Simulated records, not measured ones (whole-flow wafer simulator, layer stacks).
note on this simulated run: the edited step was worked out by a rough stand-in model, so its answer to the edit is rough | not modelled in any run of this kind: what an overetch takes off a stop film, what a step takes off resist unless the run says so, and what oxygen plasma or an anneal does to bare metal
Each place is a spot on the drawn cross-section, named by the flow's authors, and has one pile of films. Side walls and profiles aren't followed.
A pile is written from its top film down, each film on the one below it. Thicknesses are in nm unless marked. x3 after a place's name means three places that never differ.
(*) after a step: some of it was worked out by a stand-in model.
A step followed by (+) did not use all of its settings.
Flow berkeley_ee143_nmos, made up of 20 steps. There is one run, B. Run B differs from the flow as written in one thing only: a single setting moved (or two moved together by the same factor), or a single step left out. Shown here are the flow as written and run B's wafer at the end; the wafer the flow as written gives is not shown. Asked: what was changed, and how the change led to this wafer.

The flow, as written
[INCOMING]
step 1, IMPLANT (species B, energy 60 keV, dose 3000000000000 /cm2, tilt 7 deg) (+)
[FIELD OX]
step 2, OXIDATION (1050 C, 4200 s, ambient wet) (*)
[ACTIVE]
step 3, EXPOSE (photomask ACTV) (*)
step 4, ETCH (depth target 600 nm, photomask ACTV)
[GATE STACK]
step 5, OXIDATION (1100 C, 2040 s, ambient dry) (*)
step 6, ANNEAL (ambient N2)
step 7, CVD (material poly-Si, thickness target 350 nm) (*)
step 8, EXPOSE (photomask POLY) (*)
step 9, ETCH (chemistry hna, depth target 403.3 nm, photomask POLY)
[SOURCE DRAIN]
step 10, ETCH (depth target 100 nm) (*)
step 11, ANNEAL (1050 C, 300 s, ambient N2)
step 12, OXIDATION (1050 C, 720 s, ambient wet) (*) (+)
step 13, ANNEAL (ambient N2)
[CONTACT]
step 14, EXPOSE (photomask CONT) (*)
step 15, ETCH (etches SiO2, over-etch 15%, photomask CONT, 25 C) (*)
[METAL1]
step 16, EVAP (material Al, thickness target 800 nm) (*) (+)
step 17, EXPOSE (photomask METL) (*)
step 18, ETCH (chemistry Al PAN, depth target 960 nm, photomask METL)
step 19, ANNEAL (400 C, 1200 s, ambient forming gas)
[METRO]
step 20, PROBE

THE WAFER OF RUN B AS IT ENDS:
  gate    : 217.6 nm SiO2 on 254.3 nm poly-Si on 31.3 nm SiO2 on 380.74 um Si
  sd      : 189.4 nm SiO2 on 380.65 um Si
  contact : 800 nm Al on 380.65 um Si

Cause: step 5, OXIDATION: 990 C was run, while the flow as written has 1100 C.

How this came from the change, step by step:
  step 5, OXIDATION (1100 C, 2040 s, ambient dry) (*)
      gate, sd, contact: +31.3 SiO2 (new film), -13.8 Si (it would be, as written: +79.7 SiO2 (new film), -35.1 Si)
      field: +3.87 SiO2, -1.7 Si (it would be, as written: +11.6 SiO2, -5.1 Si)
  step 10, ETCH (depth target 100 nm) (*)
      sd, contact: -31.3 SiO2 (all of it) (it would be, as written: -79.7 SiO2 (all of it))
